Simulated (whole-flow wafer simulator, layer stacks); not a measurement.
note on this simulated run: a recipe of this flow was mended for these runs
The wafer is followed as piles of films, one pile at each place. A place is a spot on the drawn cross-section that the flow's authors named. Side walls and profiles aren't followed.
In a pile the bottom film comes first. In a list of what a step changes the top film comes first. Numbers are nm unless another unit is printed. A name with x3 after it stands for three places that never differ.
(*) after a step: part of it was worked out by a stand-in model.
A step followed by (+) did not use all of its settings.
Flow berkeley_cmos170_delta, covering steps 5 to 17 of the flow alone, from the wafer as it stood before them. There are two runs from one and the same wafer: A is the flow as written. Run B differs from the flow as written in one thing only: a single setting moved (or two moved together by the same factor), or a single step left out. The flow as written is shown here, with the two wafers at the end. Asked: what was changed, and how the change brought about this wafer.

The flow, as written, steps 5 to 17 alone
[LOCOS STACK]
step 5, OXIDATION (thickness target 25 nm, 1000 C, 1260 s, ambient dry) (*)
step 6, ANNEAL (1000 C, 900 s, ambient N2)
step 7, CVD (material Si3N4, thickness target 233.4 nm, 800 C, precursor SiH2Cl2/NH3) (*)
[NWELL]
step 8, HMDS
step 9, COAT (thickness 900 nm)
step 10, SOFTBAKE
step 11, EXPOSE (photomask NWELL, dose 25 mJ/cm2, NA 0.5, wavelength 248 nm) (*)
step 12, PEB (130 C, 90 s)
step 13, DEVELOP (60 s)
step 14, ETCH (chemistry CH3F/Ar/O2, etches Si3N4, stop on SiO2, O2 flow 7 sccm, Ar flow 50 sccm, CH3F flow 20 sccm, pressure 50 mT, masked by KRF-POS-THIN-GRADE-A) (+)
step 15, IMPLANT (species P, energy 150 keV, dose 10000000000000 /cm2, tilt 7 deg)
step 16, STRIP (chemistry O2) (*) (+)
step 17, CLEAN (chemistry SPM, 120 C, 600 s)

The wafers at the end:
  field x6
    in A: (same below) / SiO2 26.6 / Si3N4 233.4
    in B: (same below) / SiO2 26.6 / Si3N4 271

Cause: step 7, CVD: thickness target 271 nm was run, while the flow as written has thickness target 233.4 nm.
The wafer lets one read it off: field x6 has Si3N4 271, and step 7 as written asks for 233.4 nm.

How this came from the change, step by step:
  step 7, CVD (material Si3N4, thickness target 233.4 nm, 800 C, precursor SiH2Cl2/NH3) (*)
      field x6, sd_p x3: A Si3N4 gains 233.4 (new film) | B Si3N4 gains 271 (new film)
  step 14, ETCH (chemistry CH3F/Ar/O2, etches Si3N4, stop on SiO2, O2 flow 7 sccm, Ar flow 50 sccm, CH3F flow 20 sccm, pressure 50 mT, masked by KRF-POS-THIN-GRADE-A) (+)
      field x6: A KrF-resist loses 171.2 | B KrF-resist loses 196.2
      sd_p x3: A Si3N4 loses 233.4 (all of it), SiO2 loses 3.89 | B Si3N4 loses 271 (all of it), SiO2 loses 3.89
  step 16, STRIP (chemistry O2) (*) (+)
      field x6: A KrF-resist loses 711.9 (all of it) | B KrF-resist loses 686.8 (all of it)
